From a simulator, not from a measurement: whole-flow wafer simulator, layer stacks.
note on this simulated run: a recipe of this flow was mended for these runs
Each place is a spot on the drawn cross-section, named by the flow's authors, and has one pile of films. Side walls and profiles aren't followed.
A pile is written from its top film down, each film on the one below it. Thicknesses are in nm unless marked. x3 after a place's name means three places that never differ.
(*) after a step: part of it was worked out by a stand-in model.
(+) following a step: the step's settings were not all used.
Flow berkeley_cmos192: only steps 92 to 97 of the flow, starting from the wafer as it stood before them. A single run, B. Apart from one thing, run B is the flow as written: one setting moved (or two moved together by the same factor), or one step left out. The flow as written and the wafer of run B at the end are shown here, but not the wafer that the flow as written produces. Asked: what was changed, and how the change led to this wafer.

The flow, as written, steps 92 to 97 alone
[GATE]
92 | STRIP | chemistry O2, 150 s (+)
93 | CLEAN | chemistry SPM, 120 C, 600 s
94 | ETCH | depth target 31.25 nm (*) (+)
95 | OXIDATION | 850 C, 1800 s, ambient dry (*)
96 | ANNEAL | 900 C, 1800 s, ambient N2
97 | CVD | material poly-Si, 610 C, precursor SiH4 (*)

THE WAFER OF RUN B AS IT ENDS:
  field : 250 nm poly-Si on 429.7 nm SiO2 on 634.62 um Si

The reason: step 94, ETCH: depth target 17.19 nm was run, while the flow as written has depth target 31.25 nm.

How this came from the change, step by step:
  94 | ETCH | depth target 31.25 nm (*) (+)
      field: -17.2 SiO2 (in the flow as written it would be: -31.2 SiO2)
